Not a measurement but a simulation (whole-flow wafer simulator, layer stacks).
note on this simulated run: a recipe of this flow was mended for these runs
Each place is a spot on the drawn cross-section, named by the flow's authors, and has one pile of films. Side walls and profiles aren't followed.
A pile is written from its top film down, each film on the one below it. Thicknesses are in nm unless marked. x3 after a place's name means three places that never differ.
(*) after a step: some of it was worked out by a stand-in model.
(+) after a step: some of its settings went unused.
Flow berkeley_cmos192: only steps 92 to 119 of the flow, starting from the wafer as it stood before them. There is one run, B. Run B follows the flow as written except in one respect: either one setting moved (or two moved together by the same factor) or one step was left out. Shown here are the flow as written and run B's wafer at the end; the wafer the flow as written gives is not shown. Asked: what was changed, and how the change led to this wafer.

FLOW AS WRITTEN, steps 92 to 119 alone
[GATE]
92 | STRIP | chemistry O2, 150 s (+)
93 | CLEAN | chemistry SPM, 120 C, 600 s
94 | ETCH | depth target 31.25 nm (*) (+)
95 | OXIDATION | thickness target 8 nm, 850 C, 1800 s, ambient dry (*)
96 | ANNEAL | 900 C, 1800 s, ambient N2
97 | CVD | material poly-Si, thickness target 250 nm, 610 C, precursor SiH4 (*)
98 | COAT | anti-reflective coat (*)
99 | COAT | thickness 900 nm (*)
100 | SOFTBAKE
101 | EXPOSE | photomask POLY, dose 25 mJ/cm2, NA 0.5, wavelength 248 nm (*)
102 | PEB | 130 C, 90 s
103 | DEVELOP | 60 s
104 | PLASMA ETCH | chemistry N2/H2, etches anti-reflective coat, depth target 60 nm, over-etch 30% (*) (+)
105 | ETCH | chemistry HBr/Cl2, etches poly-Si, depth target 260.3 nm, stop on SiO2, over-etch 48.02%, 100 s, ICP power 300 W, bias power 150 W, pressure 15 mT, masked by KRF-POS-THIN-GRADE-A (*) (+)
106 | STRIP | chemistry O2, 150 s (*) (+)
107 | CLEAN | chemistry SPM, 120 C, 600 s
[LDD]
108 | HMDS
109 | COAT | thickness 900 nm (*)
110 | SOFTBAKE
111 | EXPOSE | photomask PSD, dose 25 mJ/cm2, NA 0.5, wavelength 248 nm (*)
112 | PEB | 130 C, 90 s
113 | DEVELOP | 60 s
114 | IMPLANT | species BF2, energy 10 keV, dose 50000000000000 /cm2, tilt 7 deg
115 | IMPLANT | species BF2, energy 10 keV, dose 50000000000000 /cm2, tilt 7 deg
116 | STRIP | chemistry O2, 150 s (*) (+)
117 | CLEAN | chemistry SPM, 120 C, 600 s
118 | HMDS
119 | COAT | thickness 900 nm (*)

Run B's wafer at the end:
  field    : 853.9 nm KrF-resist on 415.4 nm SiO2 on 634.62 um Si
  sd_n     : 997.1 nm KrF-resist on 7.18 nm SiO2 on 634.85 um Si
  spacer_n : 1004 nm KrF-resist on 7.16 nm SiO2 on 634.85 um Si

Cause: step 97, CVD: thickness target 325 nm was run, while the flow as written has thickness target 250 nm.

The path from the change to this, step by step:
  97 | CVD | material poly-Si, thickness target 250 nm, 610 C, precursor SiH4 (*)
      field, sd_n, spacer_n and 6 more: poly-Si gains 325 (new film) (it would be, as written: poly-Si gains 250 (new film))
  98 | COAT | anti-reflective coat (*)
      field: anti-reflective coat gains 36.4 (new film) (it would be, as written: anti-reflective coat gains 35.6 (new film))
      contact: anti-reflective coat gains 56.8 (new film) (it would be, as written: anti-reflective coat gains 55.4 (new film))
  104 | PLASMA ETCH | chemistry N2/H2, etches anti-reflective coat, depth target 60 nm, over-etch 30% (*) (+)
      field: anti-reflective coat loses 36.4 (all of it), poly-Si loses 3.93 (it would be, as written: anti-reflective coat loses 35.6 (all of it), poly-Si loses 3.86)
      contact: anti-reflective coat loses 56.8 (all of it), poly-Si loses 3.41 (it would be, as written: anti-reflective coat loses 55.4 (all of it), poly-Si loses 3.35)
  105 | ETCH | chemistry HBr/Cl2, etches poly-Si, depth target 260.3 nm, stop on SiO2, over-etch 48.02%, 100 s, ICP power 300 W, bias power 150 W, pressure 15 mT, masked by KRF-POS-THIN-GRADE-A (*) (+)
      spacer_n, spacer_p: poly-Si loses 321.1 (all of it), SiO2 loses 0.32 (it would be, as written: poly-Si loses 246.2 (all of it), SiO2 loses 1.71)
      field: poly-Si loses 321.1 (all of it), SiO2 loses 0.32 (it would be, as written: poly-Si loses 246.1 (all of it), SiO2 loses 1.71)
      (and at 4 other places as well)
  109 | COAT | thickness 900 nm (*)
      gate: KrF-resist gains 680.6 (new film) (it would be, as written: KrF-resist gains 743.5 (new film))
      gate_p: KrF-resist gains 677 (new film) (it would be, as written: KrF-resist gains 739.8 (new film))
  113 | DEVELOP | 60 s
      gate_p: KrF-resist loses 675.6 (all of it) (it would be, as written: KrF-resist loses 738.2 (all of it))
  116 | STRIP | chemistry O2, 150 s (*) (+)
      gate: KrF-resist loses 664.3 (all of it), chemical SiO2 gains 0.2, poly-Si loses 0.09 (it would be, as written: KrF-resist loses 727 (all of it), chemical SiO2 gains 0.2, poly-Si loses 0.09)
  119 | COAT | thickness 900 nm (*)
      gate: KrF-resist gains 680.5 (new film) (it would be, as written: KrF-resist gains 743.4 (new film))
      gate_p: KrF-resist gains 676.9 (new film) (it would be, as written: KrF-resist gains 739.7 (new film))
